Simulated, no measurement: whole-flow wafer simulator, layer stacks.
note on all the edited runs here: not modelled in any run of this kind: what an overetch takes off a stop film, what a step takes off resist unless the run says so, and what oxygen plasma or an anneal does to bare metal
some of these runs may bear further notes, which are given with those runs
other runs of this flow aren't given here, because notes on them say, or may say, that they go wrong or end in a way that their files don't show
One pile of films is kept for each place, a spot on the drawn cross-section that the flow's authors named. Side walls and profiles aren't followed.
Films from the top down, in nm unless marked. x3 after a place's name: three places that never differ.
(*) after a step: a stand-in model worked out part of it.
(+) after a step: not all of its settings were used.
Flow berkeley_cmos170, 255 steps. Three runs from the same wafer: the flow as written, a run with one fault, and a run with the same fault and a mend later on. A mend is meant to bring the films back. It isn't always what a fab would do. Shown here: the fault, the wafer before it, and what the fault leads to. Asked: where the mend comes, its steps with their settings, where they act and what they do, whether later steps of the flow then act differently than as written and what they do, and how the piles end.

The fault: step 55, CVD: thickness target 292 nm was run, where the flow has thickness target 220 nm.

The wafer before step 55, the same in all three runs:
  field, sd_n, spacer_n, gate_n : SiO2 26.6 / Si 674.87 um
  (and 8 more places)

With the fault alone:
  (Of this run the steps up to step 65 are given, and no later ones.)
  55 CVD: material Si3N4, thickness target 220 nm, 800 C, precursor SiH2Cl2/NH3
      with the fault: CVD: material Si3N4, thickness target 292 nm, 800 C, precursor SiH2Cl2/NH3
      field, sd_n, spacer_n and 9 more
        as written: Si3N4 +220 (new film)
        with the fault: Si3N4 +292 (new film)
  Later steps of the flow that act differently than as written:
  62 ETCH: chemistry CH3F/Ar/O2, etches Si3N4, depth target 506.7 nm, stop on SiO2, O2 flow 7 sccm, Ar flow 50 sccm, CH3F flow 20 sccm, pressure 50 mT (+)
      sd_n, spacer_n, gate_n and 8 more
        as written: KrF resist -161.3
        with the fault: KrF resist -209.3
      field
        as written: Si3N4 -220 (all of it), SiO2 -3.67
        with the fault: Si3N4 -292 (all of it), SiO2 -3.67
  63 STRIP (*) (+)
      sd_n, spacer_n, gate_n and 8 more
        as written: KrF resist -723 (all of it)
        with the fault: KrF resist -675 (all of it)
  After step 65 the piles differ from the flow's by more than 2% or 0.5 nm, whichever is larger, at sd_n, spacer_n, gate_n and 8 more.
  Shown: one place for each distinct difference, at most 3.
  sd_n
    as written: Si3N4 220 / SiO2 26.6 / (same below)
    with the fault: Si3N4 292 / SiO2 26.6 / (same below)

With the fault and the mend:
  The mend comes after step 55.
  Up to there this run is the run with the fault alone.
  55a ETCH: chemistry h3po4, depth target 335.8 nm
      field, sd_n, spacer_n and 9 more
        Si3N4 -292 (all of it)
  55b CLEAN: chemistry SPM
      changes no film at any place that is followed
  55c CVD: material Si3N4, thickness target 220 nm, 800 C, precursor SiH2Cl2/NH3 (the flow's step 55 once more)
      field, sd_n, spacer_n and 9 more
        Si3N4 +220 (new film)
  No later step of the flow acts differently than as written at any place that is followed.
  At the end the piles are the same as the flow's at every place that both follow.
